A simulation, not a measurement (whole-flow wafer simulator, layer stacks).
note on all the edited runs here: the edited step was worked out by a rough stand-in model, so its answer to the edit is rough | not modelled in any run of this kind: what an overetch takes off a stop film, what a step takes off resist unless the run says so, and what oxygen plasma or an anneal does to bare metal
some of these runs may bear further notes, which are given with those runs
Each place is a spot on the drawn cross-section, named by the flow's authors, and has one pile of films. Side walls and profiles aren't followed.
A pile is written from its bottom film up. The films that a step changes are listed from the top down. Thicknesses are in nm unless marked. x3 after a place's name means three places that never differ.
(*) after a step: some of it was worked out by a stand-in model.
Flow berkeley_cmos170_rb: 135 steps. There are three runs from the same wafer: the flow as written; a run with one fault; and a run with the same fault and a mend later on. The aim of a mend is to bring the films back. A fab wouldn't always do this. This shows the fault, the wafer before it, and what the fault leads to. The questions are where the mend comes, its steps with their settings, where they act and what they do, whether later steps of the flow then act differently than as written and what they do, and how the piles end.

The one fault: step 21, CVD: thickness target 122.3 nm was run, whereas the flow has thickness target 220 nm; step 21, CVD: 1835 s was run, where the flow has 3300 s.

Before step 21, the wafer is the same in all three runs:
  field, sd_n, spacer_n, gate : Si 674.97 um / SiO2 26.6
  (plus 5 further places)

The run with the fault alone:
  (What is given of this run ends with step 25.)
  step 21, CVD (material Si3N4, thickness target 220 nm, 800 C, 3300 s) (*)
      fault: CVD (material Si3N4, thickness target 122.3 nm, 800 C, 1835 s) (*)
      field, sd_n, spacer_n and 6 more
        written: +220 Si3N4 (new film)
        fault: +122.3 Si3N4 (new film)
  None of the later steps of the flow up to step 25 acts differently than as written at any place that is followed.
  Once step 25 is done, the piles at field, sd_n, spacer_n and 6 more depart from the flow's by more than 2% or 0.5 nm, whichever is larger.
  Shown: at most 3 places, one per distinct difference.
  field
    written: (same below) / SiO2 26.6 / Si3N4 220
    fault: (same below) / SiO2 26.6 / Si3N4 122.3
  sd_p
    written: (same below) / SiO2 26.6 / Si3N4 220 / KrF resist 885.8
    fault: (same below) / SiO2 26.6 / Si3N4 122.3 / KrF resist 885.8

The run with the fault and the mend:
  The mend stands after step 21.
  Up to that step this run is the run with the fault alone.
  step 21a, CVD (material Si3N4, thickness target 97.68 nm, 800 C, 1465 s) (*) (a further turn of the flow's step 21, with different settings)
      field, sd_n, spacer_n and 6 more
        +97.7 Si3N4
  None of the later steps of the flow acts differently than as written at any place that is followed.
  At every place that both follow, the piles at the end match the flow's.
